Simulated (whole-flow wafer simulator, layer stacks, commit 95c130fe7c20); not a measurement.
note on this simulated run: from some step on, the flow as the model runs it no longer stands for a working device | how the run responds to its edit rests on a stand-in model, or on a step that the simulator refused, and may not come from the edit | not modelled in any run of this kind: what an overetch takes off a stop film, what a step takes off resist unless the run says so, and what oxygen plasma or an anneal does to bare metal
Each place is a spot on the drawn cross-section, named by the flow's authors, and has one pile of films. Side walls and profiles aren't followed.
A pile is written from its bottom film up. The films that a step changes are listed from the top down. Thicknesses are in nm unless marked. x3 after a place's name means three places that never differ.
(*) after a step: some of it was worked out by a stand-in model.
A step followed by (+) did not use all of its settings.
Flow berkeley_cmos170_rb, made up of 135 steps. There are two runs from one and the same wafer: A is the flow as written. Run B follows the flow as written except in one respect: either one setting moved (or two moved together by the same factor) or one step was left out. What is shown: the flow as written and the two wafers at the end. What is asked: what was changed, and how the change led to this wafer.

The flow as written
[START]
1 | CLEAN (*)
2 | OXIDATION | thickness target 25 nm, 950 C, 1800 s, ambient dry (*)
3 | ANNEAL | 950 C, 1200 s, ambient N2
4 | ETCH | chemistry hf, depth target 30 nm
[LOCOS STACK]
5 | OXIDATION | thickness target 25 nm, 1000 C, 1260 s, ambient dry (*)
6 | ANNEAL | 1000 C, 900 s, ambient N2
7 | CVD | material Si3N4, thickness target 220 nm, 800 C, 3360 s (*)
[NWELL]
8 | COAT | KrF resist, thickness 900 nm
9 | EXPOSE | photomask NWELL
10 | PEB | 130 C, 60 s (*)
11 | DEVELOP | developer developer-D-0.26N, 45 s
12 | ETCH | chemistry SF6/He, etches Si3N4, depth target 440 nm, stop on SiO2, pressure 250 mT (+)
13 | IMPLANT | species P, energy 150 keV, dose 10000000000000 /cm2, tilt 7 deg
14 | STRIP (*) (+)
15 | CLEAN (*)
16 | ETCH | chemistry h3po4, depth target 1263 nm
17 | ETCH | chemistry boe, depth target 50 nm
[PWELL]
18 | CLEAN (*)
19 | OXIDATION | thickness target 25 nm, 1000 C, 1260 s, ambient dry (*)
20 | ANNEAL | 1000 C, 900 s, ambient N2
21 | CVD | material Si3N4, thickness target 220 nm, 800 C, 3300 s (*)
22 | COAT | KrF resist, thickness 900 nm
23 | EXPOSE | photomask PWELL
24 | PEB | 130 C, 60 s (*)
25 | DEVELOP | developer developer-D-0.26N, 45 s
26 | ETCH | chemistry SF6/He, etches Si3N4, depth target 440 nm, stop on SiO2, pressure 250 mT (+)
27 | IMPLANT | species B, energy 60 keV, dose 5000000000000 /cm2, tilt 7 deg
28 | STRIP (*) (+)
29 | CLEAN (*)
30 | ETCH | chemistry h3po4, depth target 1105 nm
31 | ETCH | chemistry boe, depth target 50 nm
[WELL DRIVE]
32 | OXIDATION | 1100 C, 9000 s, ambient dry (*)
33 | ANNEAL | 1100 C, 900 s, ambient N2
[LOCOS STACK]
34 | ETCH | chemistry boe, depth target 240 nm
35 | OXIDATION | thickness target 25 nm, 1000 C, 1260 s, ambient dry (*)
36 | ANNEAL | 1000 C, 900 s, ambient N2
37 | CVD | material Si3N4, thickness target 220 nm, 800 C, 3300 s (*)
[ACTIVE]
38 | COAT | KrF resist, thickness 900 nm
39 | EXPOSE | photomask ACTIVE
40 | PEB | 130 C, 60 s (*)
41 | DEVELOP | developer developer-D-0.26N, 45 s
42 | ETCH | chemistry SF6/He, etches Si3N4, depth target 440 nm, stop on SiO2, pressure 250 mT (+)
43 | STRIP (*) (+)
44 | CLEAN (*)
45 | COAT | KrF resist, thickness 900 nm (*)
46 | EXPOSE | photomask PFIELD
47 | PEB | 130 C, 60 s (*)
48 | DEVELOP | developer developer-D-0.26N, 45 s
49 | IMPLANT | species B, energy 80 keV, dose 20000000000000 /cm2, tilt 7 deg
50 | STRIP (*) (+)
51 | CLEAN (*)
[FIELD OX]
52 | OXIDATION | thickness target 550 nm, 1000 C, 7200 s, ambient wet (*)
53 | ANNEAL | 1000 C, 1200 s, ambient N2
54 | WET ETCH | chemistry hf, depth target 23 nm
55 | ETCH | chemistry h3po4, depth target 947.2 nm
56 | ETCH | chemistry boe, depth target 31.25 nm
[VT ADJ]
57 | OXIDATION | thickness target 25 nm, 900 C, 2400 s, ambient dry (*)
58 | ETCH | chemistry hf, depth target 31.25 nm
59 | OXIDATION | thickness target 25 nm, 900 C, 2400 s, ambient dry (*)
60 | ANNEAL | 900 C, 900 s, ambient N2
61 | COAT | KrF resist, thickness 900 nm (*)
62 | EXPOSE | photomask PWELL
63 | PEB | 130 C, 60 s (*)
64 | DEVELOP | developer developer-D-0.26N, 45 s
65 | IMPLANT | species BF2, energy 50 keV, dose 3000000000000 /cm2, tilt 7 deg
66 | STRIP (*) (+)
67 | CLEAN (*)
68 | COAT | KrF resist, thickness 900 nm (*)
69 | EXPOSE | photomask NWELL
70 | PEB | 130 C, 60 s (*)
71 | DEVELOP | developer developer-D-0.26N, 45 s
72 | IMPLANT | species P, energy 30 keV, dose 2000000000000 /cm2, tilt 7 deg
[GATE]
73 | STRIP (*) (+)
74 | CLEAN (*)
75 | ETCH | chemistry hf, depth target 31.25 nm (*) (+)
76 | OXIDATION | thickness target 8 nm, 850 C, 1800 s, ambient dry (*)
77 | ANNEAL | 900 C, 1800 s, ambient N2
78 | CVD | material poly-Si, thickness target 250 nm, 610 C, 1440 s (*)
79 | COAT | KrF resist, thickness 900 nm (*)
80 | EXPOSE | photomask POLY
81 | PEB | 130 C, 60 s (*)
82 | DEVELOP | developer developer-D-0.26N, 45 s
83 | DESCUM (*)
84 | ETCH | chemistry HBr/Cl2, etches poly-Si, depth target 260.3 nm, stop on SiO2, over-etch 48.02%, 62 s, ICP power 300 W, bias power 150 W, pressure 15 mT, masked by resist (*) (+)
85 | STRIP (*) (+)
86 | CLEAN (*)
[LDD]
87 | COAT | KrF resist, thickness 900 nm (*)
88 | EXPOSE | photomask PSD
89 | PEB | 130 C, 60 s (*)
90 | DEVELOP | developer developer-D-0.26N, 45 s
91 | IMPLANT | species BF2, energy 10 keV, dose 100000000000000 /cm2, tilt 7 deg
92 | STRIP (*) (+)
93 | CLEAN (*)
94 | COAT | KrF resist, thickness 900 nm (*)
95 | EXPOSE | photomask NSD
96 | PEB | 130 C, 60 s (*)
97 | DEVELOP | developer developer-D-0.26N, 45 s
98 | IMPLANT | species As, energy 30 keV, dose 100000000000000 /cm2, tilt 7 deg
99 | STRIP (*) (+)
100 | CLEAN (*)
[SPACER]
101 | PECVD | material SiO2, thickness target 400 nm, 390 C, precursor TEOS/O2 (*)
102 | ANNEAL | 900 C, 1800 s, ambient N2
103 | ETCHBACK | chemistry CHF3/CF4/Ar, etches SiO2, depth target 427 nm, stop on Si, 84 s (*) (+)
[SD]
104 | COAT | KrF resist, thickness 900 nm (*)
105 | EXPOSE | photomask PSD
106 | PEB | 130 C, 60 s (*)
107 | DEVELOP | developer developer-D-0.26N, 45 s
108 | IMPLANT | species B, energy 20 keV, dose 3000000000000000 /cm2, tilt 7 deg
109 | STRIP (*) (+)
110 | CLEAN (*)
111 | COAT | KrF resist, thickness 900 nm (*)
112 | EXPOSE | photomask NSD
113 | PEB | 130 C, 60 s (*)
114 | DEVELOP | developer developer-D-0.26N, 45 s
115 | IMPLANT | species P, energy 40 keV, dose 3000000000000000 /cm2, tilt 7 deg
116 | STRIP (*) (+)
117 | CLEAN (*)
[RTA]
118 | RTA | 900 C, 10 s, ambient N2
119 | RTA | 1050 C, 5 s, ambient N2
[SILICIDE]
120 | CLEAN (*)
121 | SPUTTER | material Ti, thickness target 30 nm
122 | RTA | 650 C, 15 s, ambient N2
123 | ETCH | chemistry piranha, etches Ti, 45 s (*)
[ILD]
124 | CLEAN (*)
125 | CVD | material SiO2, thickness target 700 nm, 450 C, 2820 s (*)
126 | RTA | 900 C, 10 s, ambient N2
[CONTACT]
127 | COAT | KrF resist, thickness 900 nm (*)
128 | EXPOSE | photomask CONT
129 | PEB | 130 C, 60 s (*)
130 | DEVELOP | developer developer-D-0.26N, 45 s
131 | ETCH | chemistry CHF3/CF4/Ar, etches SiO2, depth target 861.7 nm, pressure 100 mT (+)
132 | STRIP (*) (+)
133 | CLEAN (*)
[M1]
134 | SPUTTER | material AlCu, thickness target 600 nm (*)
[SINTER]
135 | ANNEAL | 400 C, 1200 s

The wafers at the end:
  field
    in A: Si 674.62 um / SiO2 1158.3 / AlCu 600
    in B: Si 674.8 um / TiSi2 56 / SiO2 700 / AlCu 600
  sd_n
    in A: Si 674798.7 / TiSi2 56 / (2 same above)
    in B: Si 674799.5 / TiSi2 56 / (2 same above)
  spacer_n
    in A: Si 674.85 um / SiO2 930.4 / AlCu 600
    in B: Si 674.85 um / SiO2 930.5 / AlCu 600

The reason: step 42, ETCH: depth target 198 nm was run, though the flow has depth target 440 nm.

Step by step, how the change led to this:
  42 | ETCH | chemistry SF6/He, etches Si3N4, depth target 440 nm, stop on SiO2, pressure 250 mT (+)
      field: A -220 Si3N4 (all of it) | B -198 Si3N4
      sd_n, spacer_n, gate, sd_p, spacer_p, gate_p, contact, m1: A -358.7 KrF resist | B -215.2 KrF resist
  43 | STRIP (*) (+)
      sd_n, spacer_n, gate, sd_p, spacer_p, gate_p, contact, m1: A -527.1 KrF resist (all of it) | B -670.6 KrF resist (all of it)
  52 | OXIDATION | thickness target 550 nm, 1000 C, 7200 s, ambient wet (*)
      gate, sd_p: A +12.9 SiO2 (new film), -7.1 Si3N4, +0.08 SiO2, -0.08 Si | B +12.9 SiO2 (new film), -7.1 Si3N4
      field: A +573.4 SiO2, -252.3 Si | B +12.9 SiO2 (new film), -7.1 Si3N4
      (as well as at 2 more places)
  54 | WET ETCH | chemistry hf, depth target 23 nm
      field: A -23 SiO2 | B -12.9 SiO2 (all of it)
  55 | ETCH | chemistry h3po4, depth target 947.2 nm
      field: A nothing | B -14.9 Si3N4 (all of it)
  56 | ETCH | chemistry boe, depth target 31.25 nm
      field: A -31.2 SiO2 | B -26.6 SiO2 (all of it)
      sd_n: A -28.8 SiO2 (all of it) | B -26.6 SiO2 (all of it)
      (as well as at 1 more place)
  57 | OXIDATION | thickness target 25 nm, 900 C, 2400 s, ambient dry (*)
      field: A +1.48 SiO2, -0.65 Si | B +15 SiO2 (new film), -6.62 Si
  58 | ETCH | chemistry hf, depth target 31.25 nm
      field: A -31.2 SiO2 | B -15 SiO2 (all of it)
  59 | OXIDATION | thickness target 25 nm, 900 C, 2400 s, ambient dry (*)
      field: A +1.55 SiO2, -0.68 Si | B +15 SiO2 (new film), -6.62 Si
  61 | COAT | KrF resist, thickness 900 nm (*)
      field: A +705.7 KrF resist (new film) | B +900 KrF resist (new film)
      sd_n: A +957.5 KrF resist (new film) | B +900 KrF resist (new film)
      (as well as at 7 more places)
  64 | DEVELOP | developer developer-D-0.26N, 45 s
      field: A -705.7 KrF resist (all of it) | B -900 KrF resist (all of it)
      sd_n: A -957.5 KrF resist (all of it) | B -900 KrF resist (all of it)
      (as well as at 3 more places)
  66 | STRIP (*) (+)
      sd_p: A -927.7 KrF resist (all of it) | B -885.8 KrF resist (all of it)
      spacer_p: A -911 KrF resist (all of it) | B -885.8 KrF resist (all of it)
      (as well as at 2 more places)
  68 | COAT | KrF resist, thickness 900 nm (*)
      field: A +705.7 KrF resist (new film) | B +900 KrF resist (new film)
      sd_n: A +957.5 KrF resist (new film) | B +900 KrF resist (new film)
      (as well as at 7 more places)
  71 | DEVELOP | developer developer-D-0.26N, 45 s
      sd_p: A -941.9 KrF resist (all of it) | B -900 KrF resist (all of it)
      spacer_p: A -925.2 KrF resist (all of it) | B -900 KrF resist (all of it)
      (as well as at 1 more place)
  73 | STRIP (*) (+)
      field: A -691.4 KrF resist (all of it) | B -885.8 KrF resist (all of it)
      sd_n: A -943.2 KrF resist (all of it) | B -885.8 KrF resist (all of it)
      (as well as at 4 more places)
  75 | ETCH | chemistry hf, depth target 31.25 nm (*) (+)
      field: A -31.3 SiO2 | B -15 SiO2 (all of it)
  ... 26 other steps ...
  134 | SPUTTER | material AlCu, thickness target 600 nm (*)
      sd_p: A +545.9 AlCu (new film) | B +600 AlCu (new film)
